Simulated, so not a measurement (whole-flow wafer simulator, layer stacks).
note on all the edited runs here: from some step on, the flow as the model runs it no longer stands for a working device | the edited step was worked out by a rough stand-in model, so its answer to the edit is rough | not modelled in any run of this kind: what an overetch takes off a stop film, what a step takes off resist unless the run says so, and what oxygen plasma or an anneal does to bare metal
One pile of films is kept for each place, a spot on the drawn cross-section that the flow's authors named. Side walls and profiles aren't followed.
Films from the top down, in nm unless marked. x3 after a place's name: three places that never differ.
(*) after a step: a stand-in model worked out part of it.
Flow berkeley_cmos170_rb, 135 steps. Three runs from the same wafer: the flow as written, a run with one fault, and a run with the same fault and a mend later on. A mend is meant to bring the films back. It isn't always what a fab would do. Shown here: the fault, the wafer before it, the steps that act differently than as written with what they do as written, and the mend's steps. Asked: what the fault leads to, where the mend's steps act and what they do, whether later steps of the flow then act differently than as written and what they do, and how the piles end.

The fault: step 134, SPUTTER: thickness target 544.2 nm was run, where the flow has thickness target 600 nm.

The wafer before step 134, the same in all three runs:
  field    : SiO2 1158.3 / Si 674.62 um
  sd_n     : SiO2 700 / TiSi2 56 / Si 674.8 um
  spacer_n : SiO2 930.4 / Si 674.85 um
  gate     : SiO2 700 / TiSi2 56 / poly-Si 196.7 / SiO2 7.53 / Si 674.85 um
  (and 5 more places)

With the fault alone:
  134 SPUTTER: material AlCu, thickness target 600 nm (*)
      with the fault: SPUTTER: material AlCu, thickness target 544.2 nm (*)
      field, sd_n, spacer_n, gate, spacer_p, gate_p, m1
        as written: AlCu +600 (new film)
        with the fault: AlCu +544.2 (new film)
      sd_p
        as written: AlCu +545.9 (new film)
        with the fault: AlCu +492.7 (new film)
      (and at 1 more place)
  No later step of the flow acts differently than as written at any place that is followed.
  At the end the piles differ from the flow's by more than 2% or 0.5 nm, whichever is larger, at field, sd_n, spacer_n and 6 more.
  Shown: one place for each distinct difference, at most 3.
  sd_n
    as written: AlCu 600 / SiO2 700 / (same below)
    with the fault: AlCu 544.2 / SiO2 700 / (same below)
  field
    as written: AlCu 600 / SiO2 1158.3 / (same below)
    with the fault: AlCu 544.2 / SiO2 1158.3 / (same below)
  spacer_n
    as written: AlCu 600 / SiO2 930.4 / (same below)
    with the fault: AlCu 544.2 / SiO2 930.4 / (same below)

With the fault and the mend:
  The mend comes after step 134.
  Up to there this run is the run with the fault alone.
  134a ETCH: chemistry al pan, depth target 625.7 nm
      field, sd_n, spacer_n, gate, spacer_p, gate_p, m1
        AlCu -544.2 (all of it)
      sd_p
        AlCu -492.7 (all of it)
      contact
        AlCu -378.1 (all of it)
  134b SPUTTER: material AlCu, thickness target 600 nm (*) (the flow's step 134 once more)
      field, sd_n, spacer_n, gate, spacer_p, gate_p, m1
        AlCu +600 (new film)
      sd_p
        AlCu +545.9 (new film)
      contact
        AlCu +415.1 (new film)
  No later step of the flow acts differently than as written at any place that is followed.
  At the end the piles are the same as the flow's at every place that both follow.
